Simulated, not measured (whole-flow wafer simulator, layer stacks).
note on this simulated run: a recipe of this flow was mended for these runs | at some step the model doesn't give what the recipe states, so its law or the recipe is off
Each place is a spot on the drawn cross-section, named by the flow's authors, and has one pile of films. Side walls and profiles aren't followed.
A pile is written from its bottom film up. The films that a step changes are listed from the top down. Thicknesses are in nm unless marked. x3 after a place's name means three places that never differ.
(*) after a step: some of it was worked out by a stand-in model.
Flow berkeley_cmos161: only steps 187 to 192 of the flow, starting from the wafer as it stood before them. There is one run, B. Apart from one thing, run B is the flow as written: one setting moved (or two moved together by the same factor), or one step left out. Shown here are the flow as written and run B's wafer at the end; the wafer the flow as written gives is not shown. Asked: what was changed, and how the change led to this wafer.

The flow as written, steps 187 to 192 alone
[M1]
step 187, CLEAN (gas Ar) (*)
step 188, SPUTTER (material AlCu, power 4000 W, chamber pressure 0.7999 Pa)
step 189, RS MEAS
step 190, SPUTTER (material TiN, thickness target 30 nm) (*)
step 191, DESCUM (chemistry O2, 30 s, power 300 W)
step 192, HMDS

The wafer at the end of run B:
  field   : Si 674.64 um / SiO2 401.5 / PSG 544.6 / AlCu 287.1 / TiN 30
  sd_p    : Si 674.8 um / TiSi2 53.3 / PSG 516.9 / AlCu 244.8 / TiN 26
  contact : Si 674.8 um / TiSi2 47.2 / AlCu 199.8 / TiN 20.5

What caused this: step 188, SPUTTER: chamber pressure 0.7146 Pa was run, while the flow as written has chamber pressure 0.7999 Pa.

The path from the change to this, step by step:
  step 188, SPUTTER (material AlCu, power 4000 W, chamber pressure 0.7999 Pa)
      field, sd_n, spacer_n, gate_n, spacer_p, gate_p, m1: AlCu gains 287.1 (new film) (as written it would have been: AlCu gains 275.8 (new film))
      sd_p: AlCu gains 244.8 (new film) (as written it would have been: AlCu gains 235.4 (new film))
      (also at 1 further place)
